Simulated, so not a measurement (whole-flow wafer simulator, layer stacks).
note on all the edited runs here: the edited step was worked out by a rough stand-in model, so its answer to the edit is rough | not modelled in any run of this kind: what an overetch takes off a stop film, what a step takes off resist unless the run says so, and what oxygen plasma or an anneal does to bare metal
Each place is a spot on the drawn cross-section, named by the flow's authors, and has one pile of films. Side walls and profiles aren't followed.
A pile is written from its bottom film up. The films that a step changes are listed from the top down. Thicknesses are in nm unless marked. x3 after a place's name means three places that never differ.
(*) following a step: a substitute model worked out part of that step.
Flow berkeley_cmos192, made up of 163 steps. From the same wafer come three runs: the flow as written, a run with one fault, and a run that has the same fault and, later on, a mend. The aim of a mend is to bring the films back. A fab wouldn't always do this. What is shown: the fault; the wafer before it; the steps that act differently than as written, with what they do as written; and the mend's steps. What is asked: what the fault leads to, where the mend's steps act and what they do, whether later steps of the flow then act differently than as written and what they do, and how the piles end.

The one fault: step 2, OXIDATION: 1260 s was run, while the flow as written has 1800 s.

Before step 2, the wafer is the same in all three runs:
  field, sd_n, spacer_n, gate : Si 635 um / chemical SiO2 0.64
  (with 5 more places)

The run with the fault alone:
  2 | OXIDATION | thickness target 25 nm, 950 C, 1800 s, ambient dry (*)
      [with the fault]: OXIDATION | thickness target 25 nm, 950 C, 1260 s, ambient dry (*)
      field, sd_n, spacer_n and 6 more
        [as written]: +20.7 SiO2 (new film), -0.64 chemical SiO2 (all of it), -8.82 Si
        [with the fault]: +16.7 SiO2 (new film), -0.64 chemical SiO2 (all of it), -7.06 Si
  Steps further on in the flow that do not act as written:
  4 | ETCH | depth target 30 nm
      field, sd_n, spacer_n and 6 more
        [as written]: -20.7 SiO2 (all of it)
        [with the fault]: -16.7 SiO2 (all of it)
  The piles end only slightly different from the flow's at the places that both follow, by no more than 2% or 0.5 nm, whichever is larger.

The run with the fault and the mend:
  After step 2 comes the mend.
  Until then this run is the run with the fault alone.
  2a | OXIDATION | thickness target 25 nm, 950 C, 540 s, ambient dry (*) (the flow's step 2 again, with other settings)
      field, sd_n, spacer_n and 6 more
        +4 SiO2, -1.76 Si
  Every later step of the flow that is run acts as written at every place that is followed.
  The piles end the same as the flow's at every place that both follow.
